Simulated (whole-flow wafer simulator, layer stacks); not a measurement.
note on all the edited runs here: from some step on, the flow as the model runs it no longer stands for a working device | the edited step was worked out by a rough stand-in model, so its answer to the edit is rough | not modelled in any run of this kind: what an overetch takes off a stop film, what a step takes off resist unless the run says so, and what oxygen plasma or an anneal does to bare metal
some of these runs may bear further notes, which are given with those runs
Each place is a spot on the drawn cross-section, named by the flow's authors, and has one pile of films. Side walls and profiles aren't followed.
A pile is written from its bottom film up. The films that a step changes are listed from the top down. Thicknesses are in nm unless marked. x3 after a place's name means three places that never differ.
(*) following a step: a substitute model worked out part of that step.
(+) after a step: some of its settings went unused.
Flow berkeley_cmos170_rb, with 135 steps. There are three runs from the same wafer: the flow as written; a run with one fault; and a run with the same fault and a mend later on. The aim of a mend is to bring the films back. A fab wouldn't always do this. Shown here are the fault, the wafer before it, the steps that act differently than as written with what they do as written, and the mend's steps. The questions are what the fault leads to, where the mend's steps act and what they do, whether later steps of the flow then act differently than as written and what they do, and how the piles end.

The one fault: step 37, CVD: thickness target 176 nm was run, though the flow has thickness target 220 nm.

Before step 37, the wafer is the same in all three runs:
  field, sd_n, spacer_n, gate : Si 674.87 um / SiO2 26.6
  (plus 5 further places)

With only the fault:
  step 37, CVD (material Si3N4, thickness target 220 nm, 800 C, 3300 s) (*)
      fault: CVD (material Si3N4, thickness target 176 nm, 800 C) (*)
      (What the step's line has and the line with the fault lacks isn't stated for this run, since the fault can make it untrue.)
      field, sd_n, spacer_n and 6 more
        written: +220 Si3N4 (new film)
        fault: +176 Si3N4 (new film)
  Steps further on in the flow that do not act as written (31 other steps are not shown; they differ only slightly, by no more than 2% or 0.5 nm, whichever is larger):
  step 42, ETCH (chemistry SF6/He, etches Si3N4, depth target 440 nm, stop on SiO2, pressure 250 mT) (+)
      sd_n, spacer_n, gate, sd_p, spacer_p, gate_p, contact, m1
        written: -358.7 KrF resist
        fault: -287 KrF resist
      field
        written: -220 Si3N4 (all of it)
        fault: -176 Si3N4 (all of it)
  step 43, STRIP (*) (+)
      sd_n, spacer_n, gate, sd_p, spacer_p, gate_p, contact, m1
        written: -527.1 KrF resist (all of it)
        fault: -598.8 KrF resist (all of it)
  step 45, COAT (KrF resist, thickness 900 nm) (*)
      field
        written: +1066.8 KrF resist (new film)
        fault: +1033.5 KrF resist (new film)
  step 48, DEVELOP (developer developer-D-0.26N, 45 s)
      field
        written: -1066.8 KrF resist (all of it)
        fault: -1033.5 KrF resist (all of it)
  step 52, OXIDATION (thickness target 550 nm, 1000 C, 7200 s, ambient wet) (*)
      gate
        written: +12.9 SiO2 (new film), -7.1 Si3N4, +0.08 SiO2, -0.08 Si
        fault: +12.9 SiO2 (new film), -7.1 Si3N4
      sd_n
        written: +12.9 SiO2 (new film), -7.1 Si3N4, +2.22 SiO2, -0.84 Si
        fault: +12.9 SiO2 (new film), -7.1 Si3N4, +8.27 SiO2, -3.66 Si
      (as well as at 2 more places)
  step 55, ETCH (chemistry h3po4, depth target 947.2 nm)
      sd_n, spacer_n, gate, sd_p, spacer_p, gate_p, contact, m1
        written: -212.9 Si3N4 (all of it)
        fault: -168.9 Si3N4 (all of it)
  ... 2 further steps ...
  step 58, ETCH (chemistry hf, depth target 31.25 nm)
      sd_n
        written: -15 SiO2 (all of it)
        fault: -16.6 SiO2 (all of it)
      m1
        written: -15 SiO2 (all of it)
        fault: -22.5 SiO2 (all of it)
  When the end is reached, the piles differ only a little from the flow's at the places that both follow, at most by 2% or 0.5 nm, whichever is larger.

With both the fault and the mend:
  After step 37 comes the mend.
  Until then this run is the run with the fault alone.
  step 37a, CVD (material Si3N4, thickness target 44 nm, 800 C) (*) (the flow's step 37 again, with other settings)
      field, sd_n, spacer_n and 6 more
        +44 Si3N4
  None of the later steps of the flow acts differently than as written at any place that is followed.
  The piles end the same as the flow's at every place that both follow.
